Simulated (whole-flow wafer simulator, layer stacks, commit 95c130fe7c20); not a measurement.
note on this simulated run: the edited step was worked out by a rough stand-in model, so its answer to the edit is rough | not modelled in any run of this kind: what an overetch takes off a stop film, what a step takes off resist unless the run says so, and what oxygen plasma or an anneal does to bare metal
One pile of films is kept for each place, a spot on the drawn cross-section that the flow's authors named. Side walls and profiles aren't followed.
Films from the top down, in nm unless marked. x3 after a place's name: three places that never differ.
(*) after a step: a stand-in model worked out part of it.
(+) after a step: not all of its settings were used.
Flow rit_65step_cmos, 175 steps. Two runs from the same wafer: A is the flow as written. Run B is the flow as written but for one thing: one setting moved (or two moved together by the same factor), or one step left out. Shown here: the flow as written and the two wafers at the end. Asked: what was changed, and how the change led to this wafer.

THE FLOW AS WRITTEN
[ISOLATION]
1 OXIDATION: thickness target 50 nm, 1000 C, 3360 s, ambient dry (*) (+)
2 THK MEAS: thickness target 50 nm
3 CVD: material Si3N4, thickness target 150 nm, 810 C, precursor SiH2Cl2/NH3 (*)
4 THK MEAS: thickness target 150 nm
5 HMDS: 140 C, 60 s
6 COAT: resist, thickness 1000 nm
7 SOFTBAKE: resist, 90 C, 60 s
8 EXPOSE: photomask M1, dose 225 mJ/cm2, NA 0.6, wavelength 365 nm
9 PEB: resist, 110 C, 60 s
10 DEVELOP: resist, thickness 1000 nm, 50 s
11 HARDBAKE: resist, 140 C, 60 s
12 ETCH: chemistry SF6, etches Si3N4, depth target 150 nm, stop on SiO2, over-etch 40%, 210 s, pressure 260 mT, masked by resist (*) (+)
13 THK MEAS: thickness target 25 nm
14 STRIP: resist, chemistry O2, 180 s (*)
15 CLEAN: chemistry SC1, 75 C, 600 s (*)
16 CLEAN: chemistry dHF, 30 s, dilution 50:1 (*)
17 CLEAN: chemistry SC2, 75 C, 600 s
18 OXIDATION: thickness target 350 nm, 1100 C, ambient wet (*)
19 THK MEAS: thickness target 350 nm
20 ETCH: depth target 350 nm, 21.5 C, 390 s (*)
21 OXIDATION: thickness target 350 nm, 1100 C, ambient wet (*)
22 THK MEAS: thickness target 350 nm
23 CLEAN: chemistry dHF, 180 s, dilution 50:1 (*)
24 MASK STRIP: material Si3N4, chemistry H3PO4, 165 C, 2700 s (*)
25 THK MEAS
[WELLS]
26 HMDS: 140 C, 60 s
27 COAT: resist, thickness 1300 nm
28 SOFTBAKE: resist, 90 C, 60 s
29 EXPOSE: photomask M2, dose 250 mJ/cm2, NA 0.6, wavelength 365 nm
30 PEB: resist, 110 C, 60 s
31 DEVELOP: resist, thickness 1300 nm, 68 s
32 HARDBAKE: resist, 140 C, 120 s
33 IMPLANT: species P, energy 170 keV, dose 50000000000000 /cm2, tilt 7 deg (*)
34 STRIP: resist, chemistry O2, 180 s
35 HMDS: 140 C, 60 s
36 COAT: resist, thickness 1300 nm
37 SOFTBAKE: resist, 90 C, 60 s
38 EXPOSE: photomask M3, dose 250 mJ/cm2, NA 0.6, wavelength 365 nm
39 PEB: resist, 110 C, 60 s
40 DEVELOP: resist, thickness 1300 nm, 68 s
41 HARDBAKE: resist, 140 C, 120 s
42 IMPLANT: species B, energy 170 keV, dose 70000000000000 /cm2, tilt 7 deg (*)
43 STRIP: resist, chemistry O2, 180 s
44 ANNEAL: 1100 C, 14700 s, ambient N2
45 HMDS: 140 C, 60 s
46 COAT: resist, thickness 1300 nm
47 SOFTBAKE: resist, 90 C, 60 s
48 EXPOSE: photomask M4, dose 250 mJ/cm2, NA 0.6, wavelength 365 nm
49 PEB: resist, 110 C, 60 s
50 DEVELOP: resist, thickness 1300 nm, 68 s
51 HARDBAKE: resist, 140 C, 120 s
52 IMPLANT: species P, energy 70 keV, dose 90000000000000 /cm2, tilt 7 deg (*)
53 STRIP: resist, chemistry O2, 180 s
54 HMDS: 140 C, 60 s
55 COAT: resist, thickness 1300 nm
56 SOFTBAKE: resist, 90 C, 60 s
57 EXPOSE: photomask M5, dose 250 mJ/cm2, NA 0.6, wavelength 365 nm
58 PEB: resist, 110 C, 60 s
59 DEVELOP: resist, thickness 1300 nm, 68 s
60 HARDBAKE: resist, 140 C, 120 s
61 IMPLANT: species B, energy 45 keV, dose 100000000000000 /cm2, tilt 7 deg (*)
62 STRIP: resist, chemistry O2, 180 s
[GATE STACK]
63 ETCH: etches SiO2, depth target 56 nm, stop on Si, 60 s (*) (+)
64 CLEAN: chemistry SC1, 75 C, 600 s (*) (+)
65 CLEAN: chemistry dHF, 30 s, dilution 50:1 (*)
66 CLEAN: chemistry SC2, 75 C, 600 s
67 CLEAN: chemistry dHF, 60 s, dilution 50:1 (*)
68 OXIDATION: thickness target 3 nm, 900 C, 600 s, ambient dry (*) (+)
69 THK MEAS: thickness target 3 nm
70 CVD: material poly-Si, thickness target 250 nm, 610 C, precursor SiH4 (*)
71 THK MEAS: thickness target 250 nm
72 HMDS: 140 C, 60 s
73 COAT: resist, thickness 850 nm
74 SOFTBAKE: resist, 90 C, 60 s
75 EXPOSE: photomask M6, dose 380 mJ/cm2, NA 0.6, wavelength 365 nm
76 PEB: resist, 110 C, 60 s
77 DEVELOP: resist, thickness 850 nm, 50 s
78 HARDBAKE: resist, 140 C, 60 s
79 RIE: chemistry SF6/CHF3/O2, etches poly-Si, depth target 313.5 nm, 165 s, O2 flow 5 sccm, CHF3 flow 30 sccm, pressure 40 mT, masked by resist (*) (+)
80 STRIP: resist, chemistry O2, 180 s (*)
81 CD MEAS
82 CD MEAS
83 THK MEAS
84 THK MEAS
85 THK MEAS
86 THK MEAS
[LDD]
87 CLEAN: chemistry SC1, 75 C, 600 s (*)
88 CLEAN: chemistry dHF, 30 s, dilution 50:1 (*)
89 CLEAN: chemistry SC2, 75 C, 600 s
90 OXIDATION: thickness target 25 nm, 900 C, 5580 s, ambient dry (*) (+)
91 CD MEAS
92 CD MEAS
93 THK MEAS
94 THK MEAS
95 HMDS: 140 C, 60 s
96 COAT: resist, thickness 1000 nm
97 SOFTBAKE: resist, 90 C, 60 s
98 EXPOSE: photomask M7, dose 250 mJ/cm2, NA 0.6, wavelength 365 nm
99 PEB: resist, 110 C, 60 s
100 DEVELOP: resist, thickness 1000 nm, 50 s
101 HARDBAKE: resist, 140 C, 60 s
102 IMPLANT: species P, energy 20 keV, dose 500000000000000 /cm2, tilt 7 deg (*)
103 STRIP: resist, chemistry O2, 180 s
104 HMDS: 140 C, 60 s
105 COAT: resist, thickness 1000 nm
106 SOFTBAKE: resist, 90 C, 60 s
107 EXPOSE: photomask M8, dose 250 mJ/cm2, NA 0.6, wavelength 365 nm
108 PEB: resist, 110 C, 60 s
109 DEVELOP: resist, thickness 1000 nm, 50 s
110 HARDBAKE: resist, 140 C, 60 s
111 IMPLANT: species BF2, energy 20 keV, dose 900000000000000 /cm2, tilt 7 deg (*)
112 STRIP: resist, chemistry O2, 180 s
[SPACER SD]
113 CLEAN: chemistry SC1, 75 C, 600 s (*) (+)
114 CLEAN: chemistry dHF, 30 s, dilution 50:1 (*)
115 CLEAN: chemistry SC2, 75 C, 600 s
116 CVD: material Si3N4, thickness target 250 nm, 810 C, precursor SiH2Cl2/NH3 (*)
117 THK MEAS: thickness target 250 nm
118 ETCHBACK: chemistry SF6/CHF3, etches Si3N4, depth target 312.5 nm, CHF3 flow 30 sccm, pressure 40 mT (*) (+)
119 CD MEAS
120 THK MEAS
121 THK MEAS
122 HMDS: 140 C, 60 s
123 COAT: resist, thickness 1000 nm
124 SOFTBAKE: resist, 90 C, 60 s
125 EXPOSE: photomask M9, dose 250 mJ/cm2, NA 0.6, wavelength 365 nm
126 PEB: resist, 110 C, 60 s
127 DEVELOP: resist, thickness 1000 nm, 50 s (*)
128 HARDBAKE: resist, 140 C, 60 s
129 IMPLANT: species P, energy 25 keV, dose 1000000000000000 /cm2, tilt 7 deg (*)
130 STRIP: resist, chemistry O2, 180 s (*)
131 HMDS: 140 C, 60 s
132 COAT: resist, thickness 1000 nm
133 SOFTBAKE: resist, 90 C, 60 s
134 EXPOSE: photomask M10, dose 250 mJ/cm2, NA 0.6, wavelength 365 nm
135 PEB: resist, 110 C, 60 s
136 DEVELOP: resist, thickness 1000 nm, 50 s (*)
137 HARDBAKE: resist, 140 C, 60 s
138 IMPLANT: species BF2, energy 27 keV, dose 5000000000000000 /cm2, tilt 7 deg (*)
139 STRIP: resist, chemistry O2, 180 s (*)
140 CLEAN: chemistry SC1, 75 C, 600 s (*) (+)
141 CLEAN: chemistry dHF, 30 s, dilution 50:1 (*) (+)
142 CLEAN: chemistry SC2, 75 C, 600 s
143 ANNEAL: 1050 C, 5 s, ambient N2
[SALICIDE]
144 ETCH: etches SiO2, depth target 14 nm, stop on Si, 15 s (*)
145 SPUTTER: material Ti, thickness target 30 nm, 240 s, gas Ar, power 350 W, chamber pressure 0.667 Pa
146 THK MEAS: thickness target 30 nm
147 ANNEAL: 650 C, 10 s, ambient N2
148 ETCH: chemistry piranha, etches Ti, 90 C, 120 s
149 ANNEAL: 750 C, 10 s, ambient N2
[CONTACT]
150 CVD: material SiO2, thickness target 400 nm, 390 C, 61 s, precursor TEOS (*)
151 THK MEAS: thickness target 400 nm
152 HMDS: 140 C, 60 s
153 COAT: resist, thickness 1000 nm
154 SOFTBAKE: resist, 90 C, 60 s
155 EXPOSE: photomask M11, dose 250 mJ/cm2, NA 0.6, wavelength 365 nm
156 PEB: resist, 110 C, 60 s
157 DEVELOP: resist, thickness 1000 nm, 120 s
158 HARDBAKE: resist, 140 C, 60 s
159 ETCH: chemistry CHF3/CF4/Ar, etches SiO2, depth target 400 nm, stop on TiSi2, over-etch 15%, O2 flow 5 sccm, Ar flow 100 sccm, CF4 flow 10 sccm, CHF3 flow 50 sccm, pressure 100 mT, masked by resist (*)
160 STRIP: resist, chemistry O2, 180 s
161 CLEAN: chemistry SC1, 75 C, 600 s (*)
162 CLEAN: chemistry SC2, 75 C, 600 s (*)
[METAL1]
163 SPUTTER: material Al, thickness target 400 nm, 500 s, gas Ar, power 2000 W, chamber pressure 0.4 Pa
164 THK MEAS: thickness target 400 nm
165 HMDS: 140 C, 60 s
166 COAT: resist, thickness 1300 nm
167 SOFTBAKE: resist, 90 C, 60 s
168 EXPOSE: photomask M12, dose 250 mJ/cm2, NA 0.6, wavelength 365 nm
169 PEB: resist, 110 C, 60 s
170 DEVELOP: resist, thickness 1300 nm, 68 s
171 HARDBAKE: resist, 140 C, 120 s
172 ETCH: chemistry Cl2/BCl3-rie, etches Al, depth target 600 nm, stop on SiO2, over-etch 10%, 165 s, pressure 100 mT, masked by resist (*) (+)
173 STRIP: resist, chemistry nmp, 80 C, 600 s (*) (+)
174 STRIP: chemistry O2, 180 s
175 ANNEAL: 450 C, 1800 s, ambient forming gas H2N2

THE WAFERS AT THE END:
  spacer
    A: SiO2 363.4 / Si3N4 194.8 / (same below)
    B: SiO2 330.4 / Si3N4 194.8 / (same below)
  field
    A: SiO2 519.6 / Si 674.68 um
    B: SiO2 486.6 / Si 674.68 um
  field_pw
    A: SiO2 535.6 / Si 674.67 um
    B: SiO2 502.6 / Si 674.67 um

The cause: step 172, ETCH: depth target 840 nm was run, where the flow has depth target 600 nm.

How the change led to this, step by step:
  172 ETCH: chemistry Cl2/BCl3-rie, etches Al, depth target 600 nm, stop on SiO2, over-etch 10%, 165 s, pressure 100 mT, masked by resist (*) (+)
      field, field_pw, field_p, spacer, spacer_p: A Al -400 (all of it), SiO2 -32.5 | B Al -400 (all of it), SiO2 -65.5
      gate_n, gate_p: A Al -396 (all of it), SiO2 -33 | B Al -396 (all of it), SiO2 -66
      (and at 1 more place)
